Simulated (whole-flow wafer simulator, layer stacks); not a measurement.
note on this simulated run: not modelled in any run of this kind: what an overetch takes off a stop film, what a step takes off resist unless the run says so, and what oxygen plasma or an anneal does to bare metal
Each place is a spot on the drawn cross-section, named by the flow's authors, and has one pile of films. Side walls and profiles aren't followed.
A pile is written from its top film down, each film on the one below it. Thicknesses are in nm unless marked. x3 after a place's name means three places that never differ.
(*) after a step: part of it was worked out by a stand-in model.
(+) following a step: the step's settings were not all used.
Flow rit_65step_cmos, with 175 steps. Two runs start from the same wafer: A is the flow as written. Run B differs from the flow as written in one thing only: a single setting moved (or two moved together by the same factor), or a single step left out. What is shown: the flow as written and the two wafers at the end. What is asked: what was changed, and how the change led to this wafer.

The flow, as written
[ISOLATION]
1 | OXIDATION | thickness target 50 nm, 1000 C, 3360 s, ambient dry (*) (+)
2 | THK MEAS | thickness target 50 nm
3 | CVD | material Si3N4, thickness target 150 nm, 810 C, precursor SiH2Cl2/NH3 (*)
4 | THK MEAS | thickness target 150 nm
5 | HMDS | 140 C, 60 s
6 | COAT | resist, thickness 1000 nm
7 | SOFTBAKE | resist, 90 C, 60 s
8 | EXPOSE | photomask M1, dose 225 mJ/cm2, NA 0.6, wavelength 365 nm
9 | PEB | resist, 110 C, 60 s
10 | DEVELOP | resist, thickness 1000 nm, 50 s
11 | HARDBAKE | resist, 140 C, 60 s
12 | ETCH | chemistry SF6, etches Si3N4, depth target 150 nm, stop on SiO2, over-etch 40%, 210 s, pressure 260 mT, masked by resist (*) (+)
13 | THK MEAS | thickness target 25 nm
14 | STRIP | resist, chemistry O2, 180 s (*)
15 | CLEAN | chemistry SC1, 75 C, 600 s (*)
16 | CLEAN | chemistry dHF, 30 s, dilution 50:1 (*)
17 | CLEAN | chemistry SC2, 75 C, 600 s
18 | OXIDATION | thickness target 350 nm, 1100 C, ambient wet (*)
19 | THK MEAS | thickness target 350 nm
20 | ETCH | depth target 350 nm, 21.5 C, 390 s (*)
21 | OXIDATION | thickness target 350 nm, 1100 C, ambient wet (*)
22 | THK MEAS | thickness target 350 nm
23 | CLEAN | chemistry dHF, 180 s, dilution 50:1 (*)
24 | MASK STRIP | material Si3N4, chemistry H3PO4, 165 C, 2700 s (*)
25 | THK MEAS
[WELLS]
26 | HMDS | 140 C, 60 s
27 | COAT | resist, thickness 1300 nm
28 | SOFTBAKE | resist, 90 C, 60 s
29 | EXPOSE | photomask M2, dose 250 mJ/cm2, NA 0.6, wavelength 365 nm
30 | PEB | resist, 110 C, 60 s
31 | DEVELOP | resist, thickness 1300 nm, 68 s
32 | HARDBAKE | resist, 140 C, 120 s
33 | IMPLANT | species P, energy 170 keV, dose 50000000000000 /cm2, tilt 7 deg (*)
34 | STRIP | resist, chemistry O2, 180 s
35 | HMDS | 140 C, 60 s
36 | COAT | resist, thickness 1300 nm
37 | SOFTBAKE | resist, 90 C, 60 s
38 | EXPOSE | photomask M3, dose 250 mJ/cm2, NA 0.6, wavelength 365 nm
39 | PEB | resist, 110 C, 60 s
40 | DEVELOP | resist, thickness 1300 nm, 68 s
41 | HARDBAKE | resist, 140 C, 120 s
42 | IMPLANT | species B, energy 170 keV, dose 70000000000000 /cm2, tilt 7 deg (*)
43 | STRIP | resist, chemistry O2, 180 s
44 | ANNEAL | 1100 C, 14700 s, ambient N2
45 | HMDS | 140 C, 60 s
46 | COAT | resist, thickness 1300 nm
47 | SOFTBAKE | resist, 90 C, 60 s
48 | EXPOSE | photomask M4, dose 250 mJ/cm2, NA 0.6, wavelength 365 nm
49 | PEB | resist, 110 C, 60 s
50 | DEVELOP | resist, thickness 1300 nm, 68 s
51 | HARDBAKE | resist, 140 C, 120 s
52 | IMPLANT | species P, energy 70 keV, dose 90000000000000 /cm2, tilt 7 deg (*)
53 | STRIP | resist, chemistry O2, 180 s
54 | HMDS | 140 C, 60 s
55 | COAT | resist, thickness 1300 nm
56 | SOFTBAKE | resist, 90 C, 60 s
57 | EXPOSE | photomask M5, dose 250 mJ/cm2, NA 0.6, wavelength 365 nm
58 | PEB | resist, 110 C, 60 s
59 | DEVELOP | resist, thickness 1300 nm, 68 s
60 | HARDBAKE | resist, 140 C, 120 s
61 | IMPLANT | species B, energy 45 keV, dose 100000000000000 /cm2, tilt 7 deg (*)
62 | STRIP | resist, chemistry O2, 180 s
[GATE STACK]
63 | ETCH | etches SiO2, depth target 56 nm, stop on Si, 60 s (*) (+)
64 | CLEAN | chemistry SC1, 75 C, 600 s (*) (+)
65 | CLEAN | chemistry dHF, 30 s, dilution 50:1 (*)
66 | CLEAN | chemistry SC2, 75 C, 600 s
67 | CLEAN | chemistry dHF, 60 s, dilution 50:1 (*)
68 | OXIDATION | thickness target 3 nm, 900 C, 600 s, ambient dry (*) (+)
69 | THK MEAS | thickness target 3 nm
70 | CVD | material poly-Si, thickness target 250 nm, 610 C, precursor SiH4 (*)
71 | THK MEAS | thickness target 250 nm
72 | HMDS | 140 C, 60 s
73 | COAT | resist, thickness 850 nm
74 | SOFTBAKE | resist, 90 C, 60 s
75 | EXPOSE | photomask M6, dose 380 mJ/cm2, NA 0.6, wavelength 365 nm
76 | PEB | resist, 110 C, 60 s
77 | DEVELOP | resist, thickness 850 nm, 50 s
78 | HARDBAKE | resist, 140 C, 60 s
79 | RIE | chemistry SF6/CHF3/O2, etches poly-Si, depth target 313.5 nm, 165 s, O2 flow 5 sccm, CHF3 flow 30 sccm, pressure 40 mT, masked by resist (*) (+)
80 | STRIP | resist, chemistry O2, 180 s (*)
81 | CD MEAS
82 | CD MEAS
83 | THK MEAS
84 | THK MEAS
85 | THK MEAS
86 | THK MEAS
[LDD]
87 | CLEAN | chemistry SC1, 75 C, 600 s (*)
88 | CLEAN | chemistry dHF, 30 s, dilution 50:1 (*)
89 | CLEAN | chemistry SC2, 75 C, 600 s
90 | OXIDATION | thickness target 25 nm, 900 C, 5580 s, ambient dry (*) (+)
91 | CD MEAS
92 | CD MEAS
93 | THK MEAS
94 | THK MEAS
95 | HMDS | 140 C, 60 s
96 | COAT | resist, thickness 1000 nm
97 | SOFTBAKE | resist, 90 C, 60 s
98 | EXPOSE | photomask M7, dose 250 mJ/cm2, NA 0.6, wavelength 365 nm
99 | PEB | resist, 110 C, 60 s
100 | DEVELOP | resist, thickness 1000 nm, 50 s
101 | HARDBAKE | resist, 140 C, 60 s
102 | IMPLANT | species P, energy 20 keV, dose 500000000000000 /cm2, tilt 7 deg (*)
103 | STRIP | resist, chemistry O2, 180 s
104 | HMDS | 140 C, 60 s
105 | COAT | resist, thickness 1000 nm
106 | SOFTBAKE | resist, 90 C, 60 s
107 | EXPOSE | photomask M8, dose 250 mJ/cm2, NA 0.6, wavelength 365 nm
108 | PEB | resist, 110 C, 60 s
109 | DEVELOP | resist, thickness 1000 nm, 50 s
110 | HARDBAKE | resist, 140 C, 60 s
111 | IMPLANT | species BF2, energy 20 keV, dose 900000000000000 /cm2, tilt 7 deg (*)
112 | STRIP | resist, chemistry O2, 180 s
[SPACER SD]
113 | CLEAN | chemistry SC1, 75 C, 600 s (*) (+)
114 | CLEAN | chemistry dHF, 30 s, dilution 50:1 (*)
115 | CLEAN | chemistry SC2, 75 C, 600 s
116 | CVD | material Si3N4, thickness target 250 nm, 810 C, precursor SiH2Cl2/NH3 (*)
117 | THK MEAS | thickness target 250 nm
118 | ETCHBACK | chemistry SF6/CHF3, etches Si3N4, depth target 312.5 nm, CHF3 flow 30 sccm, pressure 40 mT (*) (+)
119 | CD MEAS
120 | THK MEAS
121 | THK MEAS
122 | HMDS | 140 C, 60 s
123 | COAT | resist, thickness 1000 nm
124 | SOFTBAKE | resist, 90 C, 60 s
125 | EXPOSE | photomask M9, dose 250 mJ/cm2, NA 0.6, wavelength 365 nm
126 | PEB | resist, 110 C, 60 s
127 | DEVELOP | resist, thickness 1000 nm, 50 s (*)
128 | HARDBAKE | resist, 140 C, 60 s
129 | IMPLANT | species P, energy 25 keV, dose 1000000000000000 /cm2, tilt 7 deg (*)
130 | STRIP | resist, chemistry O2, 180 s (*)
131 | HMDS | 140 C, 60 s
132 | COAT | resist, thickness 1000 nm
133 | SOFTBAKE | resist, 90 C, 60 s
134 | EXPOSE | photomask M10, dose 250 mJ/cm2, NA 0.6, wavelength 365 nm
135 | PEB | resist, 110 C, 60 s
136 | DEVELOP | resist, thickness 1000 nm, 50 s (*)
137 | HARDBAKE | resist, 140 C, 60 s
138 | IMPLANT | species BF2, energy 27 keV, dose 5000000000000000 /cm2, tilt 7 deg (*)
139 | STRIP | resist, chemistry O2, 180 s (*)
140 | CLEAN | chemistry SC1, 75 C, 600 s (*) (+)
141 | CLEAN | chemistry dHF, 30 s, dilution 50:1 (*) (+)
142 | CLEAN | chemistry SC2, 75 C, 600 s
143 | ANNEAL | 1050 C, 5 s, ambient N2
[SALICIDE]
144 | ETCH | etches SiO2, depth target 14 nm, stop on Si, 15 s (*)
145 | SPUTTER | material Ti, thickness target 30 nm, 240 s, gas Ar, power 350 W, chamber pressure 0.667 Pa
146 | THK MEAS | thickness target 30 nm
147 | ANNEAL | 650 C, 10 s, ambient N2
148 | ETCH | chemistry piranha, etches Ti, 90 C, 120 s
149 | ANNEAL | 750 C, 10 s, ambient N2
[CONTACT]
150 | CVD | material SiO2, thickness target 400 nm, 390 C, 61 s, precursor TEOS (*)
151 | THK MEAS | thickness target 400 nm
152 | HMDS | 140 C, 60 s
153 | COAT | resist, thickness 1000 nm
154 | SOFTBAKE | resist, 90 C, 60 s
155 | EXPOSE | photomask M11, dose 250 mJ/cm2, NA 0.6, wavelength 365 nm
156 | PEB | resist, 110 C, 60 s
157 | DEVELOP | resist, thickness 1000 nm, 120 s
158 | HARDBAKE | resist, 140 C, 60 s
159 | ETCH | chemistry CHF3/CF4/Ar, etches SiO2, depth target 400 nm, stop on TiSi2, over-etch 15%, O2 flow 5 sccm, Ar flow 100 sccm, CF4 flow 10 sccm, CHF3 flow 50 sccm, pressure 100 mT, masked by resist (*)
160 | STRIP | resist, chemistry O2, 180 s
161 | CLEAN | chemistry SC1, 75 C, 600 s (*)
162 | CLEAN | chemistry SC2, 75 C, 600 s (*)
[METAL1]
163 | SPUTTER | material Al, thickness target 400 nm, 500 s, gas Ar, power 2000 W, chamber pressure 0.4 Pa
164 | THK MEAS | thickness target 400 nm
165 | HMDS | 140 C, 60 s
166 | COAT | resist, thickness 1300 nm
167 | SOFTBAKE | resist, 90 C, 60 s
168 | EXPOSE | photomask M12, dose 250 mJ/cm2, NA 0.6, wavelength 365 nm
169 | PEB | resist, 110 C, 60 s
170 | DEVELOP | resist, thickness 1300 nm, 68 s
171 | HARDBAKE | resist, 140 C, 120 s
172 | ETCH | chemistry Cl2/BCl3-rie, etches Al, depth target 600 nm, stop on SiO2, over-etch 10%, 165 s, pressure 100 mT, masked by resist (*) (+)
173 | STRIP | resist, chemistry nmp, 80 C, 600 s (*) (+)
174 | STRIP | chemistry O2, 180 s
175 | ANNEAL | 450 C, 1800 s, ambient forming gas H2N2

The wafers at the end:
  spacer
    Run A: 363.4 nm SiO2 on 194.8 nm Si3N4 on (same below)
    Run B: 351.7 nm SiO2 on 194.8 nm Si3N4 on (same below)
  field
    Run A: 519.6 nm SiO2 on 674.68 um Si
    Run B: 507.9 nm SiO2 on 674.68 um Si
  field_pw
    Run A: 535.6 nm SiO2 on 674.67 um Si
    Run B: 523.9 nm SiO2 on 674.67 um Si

What caused this: step 163, SPUTTER: power 1532 W was run, while the flow as written has power 2000 W.

Step by step, how the change led to this:
  163 | SPUTTER | material Al, thickness target 400 nm, 500 s, gas Ar, power 2000 W, chamber pressure 0.4 Pa
      field, field_p, spacer, spacer_p: A +400 Al (new film) | B +306.4 Al (new film)
      gate_n, gate_p: A +396 Al (new film) | B +306.4 Al (new film)
      (and at 2 other places as well)
  172 | ETCH | chemistry Cl2/BCl3-rie, etches Al, depth target 600 nm, stop on SiO2, over-etch 10%, 165 s, pressure 100 mT, masked by resist (*) (+)
      field, field_p, spacer, spacer_p: A -400 Al (all of it), -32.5 SiO2 | B -306.4 Al (all of it), -44.2 SiO2
      gate_n, gate_p: A -396 Al (all of it), -33 SiO2 | B -306.4 Al (all of it), -44.2 SiO2
      (and at 2 other places as well)
